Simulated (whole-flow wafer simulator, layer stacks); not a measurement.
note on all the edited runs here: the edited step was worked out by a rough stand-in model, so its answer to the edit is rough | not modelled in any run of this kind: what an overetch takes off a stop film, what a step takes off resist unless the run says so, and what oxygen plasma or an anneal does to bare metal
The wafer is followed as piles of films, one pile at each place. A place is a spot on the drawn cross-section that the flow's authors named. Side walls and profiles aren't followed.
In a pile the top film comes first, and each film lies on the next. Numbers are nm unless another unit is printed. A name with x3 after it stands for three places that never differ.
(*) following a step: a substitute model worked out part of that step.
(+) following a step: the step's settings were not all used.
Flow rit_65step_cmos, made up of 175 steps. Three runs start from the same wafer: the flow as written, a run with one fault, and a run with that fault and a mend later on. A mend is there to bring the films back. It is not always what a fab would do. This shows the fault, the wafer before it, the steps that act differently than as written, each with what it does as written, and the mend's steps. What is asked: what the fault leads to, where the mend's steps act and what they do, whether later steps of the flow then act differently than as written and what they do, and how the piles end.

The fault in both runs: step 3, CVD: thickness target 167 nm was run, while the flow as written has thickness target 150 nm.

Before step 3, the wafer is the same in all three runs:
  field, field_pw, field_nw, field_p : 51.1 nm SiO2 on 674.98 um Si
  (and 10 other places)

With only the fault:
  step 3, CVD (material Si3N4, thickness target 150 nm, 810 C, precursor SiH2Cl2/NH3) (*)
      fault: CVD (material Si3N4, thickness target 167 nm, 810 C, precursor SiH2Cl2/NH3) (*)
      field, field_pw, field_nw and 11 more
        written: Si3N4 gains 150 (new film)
        fault: Si3N4 gains 167 (new film)
  Later steps of the flow acting differently than as written (not shown: 57 more steps that differ only slightly, by at most 2% or 0.5 nm, whichever is larger):
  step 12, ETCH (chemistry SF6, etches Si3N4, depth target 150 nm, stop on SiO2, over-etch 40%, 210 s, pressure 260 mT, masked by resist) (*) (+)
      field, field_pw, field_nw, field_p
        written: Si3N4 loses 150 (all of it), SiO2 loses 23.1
        fault: Si3N4 loses 167 (all of it), SiO2 loses 16.5
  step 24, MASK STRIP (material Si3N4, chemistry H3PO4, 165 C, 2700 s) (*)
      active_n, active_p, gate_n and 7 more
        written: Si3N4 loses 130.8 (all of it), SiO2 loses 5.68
        fault: Si3N4 loses 147.8 (all of it), SiO2 loses 5.03
  When the end is reached, the piles differ only a little from the flow's at the places that both follow, at most by 2% or 0.5 nm, whichever is larger.

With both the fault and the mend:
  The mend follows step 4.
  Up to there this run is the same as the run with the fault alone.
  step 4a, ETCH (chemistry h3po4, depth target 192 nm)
      field, field_pw, field_nw and 11 more
        Si3N4 loses 167 (all of it)
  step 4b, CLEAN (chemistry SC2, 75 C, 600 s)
      alters no film at any place that is followed
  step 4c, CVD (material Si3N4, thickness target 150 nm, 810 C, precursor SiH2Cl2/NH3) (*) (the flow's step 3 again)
      field, field_pw, field_nw and 11 more
        Si3N4 gains 150 (new film)
  Later steps of the flow that are run all act as written at every place that is followed.
  At every place that both follow, the piles at the end match the flow's.
